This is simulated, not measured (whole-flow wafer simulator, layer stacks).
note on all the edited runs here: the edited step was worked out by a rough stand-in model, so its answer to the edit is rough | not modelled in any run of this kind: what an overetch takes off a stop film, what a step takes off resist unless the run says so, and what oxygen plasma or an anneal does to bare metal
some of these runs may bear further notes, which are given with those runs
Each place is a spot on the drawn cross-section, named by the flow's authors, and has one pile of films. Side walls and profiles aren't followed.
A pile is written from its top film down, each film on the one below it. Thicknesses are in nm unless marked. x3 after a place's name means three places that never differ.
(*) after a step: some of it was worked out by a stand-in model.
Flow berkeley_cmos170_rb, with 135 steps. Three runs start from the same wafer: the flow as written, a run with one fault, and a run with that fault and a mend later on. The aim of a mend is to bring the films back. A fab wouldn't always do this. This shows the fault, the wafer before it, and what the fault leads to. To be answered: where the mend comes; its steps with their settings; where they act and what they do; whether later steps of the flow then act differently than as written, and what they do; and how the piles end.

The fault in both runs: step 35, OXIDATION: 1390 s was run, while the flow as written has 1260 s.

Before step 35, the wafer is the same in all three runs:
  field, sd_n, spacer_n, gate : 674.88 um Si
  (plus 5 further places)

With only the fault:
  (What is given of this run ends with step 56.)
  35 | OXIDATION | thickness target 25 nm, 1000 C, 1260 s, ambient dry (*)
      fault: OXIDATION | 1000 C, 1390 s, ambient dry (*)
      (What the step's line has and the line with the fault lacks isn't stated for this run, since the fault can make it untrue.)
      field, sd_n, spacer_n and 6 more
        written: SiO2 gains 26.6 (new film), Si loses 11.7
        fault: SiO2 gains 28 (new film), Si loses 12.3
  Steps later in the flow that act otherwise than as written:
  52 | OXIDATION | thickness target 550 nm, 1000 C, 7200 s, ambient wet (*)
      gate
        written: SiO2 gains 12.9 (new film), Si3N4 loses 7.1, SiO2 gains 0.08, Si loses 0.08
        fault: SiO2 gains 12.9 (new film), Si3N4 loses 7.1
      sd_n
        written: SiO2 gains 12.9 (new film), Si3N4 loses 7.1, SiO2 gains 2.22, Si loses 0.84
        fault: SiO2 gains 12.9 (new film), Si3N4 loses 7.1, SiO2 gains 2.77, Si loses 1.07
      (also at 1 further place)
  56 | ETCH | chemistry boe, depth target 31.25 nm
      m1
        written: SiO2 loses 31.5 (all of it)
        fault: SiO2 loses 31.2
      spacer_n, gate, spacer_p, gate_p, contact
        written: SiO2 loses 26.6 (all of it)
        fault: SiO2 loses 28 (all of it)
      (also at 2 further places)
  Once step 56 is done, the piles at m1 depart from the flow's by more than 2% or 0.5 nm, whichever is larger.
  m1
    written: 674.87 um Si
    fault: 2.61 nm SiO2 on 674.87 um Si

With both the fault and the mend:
  The mend stands after step 36.
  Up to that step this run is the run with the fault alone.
  36a | WET ETCH | chemistry hf, depth target 32 nm
      field, sd_n, spacer_n and 6 more
        SiO2 loses 28 (all of it)
  36b | CLEAN (*) (the flow's step 29 again)
      alters no film at any place that is followed
  36c | OXIDATION | 1000 C, 1260 s, ambient dry (*) (the flow's step 35 again, with other settings)
      field, sd_n, spacer_n and 6 more
        SiO2 gains 26.6 (new film), Si loses 11.7
  None of the later steps of the flow acts differently than as written at any place that is followed.
  When the end is reached, the piles differ only a little from the flow's at the places that both follow, at most by 2% or 0.5 nm, whichever is larger.
